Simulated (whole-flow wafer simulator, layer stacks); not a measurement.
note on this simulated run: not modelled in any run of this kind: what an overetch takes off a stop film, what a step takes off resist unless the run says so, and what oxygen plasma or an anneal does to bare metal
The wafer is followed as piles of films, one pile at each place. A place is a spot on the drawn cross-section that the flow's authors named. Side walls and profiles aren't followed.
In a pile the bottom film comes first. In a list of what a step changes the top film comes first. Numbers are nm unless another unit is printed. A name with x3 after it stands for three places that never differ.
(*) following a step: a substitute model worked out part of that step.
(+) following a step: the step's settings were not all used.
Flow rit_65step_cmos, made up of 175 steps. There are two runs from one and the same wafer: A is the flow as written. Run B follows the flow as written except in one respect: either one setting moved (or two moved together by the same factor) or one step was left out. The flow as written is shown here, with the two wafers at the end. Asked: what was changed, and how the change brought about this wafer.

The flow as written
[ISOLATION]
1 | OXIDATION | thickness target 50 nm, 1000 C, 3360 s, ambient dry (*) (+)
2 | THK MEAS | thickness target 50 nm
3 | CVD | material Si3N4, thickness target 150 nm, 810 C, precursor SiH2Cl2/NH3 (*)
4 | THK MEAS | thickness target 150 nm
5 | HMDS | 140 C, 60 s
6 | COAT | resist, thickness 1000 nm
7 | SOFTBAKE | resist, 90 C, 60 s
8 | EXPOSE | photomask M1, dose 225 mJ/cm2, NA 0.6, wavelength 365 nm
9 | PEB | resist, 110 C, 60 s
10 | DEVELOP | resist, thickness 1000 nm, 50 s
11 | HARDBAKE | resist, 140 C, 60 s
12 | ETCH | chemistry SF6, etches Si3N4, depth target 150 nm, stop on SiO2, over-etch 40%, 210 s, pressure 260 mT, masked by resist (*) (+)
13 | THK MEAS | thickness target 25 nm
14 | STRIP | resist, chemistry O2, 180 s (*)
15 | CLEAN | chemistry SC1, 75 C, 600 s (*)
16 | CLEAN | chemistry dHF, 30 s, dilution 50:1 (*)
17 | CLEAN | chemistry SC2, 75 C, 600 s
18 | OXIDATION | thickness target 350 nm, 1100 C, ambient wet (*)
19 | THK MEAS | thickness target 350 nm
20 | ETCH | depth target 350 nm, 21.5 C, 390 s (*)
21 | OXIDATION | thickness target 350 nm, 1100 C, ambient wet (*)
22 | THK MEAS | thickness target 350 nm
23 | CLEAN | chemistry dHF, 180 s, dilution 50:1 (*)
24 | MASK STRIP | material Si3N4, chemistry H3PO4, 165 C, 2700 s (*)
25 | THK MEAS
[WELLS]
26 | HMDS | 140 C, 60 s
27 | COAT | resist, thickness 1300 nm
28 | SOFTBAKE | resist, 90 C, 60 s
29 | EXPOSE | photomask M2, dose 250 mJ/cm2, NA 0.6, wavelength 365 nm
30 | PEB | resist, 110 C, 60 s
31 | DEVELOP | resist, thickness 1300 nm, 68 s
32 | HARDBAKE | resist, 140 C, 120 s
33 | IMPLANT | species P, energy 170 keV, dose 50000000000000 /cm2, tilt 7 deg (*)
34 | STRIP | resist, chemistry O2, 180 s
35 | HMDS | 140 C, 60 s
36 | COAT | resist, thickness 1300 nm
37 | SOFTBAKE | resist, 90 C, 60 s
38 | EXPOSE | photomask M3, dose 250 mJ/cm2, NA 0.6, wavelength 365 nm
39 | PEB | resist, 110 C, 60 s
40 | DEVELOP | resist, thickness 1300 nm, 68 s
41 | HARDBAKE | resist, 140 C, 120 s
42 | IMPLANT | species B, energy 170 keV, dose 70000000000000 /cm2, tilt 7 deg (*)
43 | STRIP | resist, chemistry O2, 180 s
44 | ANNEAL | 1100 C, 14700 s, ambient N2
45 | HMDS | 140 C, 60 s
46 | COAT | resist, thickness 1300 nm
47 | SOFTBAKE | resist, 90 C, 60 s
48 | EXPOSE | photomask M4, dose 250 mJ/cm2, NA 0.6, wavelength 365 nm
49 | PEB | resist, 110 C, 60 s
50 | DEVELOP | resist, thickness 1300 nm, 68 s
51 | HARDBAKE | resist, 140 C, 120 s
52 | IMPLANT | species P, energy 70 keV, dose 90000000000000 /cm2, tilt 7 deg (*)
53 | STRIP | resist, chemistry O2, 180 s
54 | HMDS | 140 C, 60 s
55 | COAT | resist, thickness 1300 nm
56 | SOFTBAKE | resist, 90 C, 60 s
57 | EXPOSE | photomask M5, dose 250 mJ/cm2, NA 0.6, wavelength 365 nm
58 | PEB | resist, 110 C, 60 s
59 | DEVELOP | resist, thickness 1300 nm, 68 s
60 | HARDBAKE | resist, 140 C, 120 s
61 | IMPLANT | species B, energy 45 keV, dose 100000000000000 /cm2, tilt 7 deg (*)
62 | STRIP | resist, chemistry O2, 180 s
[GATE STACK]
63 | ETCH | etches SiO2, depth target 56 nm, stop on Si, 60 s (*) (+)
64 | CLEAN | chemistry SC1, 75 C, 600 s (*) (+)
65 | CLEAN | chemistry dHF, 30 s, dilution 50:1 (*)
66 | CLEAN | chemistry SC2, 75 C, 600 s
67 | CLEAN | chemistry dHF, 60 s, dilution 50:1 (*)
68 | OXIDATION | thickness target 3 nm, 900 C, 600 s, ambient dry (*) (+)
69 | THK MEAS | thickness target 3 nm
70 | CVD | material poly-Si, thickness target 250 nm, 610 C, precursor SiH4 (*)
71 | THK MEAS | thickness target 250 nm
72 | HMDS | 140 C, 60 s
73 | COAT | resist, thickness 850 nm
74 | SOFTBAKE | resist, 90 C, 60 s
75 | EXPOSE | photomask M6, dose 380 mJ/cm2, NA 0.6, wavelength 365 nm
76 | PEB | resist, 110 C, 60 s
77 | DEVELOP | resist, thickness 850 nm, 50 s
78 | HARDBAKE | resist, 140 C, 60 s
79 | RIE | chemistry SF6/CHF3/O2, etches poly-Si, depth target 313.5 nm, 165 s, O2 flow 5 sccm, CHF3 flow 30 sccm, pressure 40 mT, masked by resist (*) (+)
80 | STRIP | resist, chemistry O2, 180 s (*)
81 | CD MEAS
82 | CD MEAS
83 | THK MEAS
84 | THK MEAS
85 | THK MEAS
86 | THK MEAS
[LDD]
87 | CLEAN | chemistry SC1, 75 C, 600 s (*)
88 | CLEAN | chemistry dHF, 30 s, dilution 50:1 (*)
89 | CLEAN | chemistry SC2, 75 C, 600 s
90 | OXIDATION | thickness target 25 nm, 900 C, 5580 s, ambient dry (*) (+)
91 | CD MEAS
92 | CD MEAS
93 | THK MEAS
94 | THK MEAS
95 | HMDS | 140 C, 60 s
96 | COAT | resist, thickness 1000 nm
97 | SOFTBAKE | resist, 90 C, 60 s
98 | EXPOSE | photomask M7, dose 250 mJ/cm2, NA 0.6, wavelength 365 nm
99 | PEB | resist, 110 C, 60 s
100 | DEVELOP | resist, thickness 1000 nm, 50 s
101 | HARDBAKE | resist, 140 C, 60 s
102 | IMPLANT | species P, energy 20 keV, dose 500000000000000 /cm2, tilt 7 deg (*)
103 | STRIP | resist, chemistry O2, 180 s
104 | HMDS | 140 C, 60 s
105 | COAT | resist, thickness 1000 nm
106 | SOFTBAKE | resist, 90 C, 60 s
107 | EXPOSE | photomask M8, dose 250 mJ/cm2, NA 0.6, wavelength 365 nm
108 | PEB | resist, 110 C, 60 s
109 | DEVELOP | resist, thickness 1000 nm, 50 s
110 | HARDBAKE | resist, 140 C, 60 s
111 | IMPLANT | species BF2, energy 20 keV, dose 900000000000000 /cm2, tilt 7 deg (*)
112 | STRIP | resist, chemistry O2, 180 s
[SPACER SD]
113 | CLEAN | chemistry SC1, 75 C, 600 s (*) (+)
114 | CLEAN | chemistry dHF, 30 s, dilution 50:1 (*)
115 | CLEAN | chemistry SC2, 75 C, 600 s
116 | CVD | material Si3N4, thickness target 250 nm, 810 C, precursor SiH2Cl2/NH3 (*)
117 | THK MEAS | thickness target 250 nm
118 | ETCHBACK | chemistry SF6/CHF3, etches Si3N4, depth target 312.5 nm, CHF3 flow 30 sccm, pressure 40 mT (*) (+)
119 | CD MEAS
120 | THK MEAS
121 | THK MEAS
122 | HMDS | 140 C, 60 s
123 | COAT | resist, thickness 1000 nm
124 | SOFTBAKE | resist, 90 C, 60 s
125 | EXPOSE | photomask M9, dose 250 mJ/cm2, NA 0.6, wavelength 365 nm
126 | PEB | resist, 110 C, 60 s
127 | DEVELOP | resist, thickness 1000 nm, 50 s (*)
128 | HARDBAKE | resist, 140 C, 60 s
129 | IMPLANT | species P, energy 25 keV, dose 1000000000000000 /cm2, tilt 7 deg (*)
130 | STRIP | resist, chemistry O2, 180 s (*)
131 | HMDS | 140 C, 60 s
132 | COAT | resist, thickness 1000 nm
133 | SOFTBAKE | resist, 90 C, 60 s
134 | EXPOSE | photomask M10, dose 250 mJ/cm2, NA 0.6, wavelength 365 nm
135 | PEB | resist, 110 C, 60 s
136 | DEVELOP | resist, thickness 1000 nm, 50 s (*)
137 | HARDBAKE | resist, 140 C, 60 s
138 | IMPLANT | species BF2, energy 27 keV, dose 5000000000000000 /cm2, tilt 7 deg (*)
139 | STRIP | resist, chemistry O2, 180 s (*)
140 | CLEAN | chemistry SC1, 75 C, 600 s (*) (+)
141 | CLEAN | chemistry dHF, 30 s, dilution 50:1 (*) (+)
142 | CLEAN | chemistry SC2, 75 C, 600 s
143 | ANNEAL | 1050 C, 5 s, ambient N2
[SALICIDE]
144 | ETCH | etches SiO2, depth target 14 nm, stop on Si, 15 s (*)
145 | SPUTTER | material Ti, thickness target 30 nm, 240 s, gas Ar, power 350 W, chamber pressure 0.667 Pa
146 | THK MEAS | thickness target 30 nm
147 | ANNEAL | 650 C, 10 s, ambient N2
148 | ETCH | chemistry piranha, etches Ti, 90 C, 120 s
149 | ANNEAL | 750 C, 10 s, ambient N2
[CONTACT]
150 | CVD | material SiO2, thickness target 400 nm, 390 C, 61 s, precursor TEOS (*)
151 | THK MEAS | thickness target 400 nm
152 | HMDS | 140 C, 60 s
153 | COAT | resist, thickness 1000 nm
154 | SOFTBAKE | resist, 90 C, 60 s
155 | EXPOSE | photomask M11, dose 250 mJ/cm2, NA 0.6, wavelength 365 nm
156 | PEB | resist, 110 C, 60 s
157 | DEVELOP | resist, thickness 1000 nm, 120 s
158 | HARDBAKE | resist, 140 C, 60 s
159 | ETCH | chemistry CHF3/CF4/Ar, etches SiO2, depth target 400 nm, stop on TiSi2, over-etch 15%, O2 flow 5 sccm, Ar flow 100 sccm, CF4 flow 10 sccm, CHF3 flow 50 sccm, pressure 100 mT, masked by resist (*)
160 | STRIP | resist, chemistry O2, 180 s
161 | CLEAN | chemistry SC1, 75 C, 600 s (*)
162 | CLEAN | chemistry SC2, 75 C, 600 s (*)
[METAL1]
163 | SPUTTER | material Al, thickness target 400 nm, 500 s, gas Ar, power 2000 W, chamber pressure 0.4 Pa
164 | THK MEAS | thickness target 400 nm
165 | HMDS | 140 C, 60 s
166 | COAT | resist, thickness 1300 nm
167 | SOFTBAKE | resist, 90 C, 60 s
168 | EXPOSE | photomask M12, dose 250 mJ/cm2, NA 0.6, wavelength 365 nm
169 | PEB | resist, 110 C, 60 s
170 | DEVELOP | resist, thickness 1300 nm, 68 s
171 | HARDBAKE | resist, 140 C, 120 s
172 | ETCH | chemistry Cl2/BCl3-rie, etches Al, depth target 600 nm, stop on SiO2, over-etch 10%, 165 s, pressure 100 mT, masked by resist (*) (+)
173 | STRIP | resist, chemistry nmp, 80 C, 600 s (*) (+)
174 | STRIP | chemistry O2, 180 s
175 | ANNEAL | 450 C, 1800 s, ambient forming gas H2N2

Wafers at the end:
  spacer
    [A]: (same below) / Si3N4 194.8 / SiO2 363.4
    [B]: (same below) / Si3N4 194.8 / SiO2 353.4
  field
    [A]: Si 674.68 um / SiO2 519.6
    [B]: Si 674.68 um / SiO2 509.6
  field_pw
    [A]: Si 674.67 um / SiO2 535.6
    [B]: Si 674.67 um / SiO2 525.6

What caused this: step 163, SPUTTER: thickness target 320 nm was run, whereas the flow has thickness target 400 nm.

The path from the change to this, step by step:
  163 | SPUTTER | material Al, thickness target 400 nm, 500 s, gas Ar, power 2000 W, chamber pressure 0.4 Pa
      field, field_p, spacer, spacer_p: A Al gains 400 (new film) | B Al gains 320 (new film)
      gate_n, gate_p: A Al gains 396 (new film) | B Al gains 320 (new film)
      (as well as at 2 more places)
  172 | ETCH | chemistry Cl2/BCl3-rie, etches Al, depth target 600 nm, stop on SiO2, over-etch 10%, 165 s, pressure 100 mT, masked by resist (*) (+)
      field, field_p, spacer, spacer_p: A Al loses 400 (all of it), SiO2 loses 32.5 | B Al loses 320 (all of it), SiO2 loses 42.5
      gate_n, gate_p: A Al loses 396 (all of it), SiO2 loses 33 | B Al loses 320 (all of it), SiO2 loses 42.5
      (as well as at 2 more places)
